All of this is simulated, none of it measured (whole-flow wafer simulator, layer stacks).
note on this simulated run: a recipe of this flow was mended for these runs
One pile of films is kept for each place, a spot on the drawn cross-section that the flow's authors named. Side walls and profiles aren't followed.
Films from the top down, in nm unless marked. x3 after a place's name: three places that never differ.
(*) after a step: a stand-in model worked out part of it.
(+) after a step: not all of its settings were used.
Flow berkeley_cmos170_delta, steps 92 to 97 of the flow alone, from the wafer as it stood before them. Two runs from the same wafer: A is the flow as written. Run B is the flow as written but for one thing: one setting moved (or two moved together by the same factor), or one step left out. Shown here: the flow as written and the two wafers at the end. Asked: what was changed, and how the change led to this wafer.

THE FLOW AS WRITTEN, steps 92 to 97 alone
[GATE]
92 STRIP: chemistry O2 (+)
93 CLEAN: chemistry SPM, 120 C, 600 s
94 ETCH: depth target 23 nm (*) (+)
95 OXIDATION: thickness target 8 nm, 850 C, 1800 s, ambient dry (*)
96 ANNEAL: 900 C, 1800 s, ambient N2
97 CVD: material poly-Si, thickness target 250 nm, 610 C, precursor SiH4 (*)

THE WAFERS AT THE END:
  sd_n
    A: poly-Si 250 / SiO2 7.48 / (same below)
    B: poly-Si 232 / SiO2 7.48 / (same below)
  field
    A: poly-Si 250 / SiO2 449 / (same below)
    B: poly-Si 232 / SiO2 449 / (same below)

The cause: step 97, CVD: thickness target 232 nm was run, where the flow has thickness target 250 nm.
It can be read off the wafer: sd_n has poly-Si 232, and step 97 as written asks for 250 nm.

How the change led to this, step by step:
  97 CVD: material poly-Si, thickness target 250 nm, 610 C, precursor SiH4 (*)
      field, sd_n, spacer_n, gate, sd_p, spacer_p x2, contact, m1: A poly-Si +250 (new film) | B poly-Si +232 (new film)
